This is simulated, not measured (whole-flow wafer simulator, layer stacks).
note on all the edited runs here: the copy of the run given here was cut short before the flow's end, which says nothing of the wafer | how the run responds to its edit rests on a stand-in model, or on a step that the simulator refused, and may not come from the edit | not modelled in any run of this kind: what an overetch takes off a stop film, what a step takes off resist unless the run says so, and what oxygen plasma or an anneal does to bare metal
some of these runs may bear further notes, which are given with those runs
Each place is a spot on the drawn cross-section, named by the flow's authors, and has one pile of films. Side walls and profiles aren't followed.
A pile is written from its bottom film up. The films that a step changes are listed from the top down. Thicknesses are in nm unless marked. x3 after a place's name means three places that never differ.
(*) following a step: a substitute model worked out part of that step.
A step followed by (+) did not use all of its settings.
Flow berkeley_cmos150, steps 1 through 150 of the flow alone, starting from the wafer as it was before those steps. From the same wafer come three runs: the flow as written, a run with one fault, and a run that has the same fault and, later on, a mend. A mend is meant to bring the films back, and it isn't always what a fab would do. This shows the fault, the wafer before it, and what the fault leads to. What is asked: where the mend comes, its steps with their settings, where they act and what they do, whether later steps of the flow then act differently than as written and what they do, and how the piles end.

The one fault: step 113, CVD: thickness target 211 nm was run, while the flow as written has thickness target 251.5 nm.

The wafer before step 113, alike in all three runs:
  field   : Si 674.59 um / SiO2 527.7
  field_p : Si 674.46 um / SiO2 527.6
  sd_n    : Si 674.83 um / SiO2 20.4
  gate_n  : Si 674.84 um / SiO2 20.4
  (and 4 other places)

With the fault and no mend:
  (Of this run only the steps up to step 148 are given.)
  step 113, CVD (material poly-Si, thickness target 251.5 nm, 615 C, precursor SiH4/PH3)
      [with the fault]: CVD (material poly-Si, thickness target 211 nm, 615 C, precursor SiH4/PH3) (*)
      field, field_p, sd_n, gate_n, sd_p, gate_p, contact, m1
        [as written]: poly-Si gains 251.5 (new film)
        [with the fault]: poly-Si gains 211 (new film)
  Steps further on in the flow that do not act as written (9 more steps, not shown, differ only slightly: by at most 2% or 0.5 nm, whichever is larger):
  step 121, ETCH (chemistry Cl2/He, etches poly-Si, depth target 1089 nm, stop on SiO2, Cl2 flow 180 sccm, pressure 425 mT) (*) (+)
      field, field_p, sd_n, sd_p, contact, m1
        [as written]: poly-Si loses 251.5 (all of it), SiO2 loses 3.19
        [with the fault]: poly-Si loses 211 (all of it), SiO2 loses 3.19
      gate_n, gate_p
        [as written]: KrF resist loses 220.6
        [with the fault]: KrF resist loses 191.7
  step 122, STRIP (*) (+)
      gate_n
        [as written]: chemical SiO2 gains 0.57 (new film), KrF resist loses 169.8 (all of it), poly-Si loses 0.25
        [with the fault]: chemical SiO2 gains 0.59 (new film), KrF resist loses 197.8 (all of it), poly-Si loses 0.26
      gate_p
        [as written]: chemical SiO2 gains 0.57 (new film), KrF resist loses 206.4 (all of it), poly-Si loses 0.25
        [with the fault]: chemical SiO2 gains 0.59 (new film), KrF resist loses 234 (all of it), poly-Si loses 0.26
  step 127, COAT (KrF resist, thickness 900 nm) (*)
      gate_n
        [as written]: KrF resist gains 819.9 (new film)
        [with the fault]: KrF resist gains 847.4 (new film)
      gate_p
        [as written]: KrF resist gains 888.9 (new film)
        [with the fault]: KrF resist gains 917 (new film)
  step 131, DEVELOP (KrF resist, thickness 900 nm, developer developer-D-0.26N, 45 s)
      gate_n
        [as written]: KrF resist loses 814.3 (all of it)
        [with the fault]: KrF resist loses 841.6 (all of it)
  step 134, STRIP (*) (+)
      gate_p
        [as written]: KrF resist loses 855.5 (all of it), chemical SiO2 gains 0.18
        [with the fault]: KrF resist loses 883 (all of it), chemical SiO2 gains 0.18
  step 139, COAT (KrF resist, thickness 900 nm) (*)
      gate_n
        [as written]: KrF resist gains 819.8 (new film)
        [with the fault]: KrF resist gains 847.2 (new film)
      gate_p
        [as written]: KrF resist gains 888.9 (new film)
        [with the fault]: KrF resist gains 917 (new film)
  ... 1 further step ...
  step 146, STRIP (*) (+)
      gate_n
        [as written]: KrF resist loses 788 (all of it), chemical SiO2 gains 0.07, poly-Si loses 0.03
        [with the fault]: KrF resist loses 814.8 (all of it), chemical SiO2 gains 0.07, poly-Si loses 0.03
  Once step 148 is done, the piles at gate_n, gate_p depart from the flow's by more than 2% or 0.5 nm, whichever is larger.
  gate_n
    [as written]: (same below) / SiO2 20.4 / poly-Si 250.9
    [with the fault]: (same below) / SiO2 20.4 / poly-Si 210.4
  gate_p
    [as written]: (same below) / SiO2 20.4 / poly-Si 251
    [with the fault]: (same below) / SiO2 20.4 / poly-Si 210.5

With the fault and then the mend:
  The mend stands after step 113.
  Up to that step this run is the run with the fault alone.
  step 113a, CVD (material poly-Si, thickness target 40.49 nm, 615 C, precursor SiH4/PH3) (*) (a further turn of the flow's step 113, with different settings)
      field, field_p, sd_n, gate_n, sd_p, gate_p, contact, m1
        poly-Si gains 40.5
  Every later step of the flow that is run acts as written, at every place that is followed, to within 2% or 0.5 nm, whichever is larger.
  At the end the piles are close to the flow's at the places that both follow, differing by at most 2% or 0.5 nm, whichever is larger.
